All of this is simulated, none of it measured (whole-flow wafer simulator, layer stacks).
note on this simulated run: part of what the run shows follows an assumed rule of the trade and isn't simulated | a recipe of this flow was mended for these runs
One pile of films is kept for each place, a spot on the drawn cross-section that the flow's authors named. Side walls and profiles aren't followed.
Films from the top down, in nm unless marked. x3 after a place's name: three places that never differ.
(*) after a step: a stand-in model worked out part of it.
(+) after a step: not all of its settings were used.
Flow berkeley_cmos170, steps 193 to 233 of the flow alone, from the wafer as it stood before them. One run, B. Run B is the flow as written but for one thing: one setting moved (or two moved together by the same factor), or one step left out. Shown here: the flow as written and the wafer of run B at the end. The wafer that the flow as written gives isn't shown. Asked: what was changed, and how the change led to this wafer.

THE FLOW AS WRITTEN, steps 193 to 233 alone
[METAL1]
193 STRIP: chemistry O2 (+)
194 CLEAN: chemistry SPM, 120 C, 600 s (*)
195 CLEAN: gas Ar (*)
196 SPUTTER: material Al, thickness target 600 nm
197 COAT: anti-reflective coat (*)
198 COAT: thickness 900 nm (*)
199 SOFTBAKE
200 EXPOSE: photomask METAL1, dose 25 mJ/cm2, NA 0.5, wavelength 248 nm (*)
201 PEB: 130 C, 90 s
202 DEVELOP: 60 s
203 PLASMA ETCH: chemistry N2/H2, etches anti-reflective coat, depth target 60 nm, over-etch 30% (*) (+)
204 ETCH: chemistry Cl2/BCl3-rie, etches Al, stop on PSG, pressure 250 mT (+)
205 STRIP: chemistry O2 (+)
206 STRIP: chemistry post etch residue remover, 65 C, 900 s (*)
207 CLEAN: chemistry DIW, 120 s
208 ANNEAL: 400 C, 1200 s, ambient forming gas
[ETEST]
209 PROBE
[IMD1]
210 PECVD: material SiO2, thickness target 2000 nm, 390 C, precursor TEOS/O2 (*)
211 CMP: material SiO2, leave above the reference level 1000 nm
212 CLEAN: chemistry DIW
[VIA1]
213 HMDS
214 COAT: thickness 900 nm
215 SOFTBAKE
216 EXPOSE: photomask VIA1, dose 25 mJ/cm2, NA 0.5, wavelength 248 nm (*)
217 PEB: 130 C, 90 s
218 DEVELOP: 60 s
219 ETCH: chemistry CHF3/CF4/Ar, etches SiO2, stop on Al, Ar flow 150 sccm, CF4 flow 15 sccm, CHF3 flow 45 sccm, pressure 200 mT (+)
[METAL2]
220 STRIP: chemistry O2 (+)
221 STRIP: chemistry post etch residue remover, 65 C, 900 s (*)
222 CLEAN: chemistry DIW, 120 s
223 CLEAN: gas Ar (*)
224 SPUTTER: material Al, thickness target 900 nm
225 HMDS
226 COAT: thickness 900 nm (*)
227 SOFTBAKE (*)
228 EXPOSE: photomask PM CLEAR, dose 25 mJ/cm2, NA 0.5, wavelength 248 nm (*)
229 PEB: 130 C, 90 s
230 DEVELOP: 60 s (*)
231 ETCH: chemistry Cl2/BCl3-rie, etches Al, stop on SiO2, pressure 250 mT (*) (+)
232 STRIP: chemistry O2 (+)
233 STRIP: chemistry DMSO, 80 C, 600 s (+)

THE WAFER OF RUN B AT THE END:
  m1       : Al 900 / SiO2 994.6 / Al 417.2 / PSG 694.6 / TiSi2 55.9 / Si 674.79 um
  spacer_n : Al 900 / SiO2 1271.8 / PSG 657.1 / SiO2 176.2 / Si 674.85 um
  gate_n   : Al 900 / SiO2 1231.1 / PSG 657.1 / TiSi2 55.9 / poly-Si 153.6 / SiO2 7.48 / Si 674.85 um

The cause: step 196, SPUTTER: thickness target 420 nm was run, where the flow has thickness target 600 nm.

How the change led to this, step by step:
  196 SPUTTER: material Al, thickness target 600 nm
      field, mark, sd_n and 8 more: Al +420 (new film) (as written it would be: Al +600 (new film))
      sd_p: Al +397.3 (new film) (as written it would be: Al +575.5 (new film))
      (and at 1 more place)
  197 COAT: anti-reflective coat (*)
      sd_n: anti-reflective coat +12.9 (new film) (as written it would be: anti-reflective coat +17.9 (new film))
      contact: anti-reflective coat +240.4 (new film) (as written it would be: anti-reflective coat +261.1 (new film))
  198 COAT: thickness 900 nm (*)
      contact: KrF-resist +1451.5 (new film) (as written it would be: KrF-resist +1491.4 (new film))
  203 PLASMA ETCH: chemistry N2/H2, etches anti-reflective coat, depth target 60 nm, over-etch 30% (*) (+)
      sd_n: anti-reflective coat -12.9 (all of it) (as written it would be: anti-reflective coat -17.9 (all of it))
  204 ETCH: chemistry Cl2/BCl3-rie, etches Al, stop on PSG, pressure 250 mT (+)
      field, mark, sd_n, spacer_n, gate_n, spacer_p, gate_p: Al -420 (all of it), PSG -37.5 (as written it would be: Al -600 (all of it), PSG -37.5)
      contact, m1, via1, m2, via2: KrF-resist -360 (as written it would be: KrF-resist -450)
      (and at 1 more place)
  205 STRIP: chemistry O2 (+)
      contact: KrF-resist -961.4 (all of it), anti-reflective coat -240.4 (all of it) (as written it would be: KrF-resist -910.9 (all of it), anti-reflective coat -261.1 (all of it))
      m1: KrF-resist -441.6 (all of it), anti-reflective coat -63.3 (all of it) (as written it would be: KrF-resist -352.3 (all of it), anti-reflective coat -63.4 (all of it))
      (and at 3 more places)
  211 CMP: material SiO2, leave above the reference level 1000 nm
      spacer_n, spacer_p: SiO2 -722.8 (as written it would be: SiO2 -542.8)
      gate_n, gate_p: SiO2 -763.6 (as written it would be: SiO2 -583.6)
      (and at 5 more places)
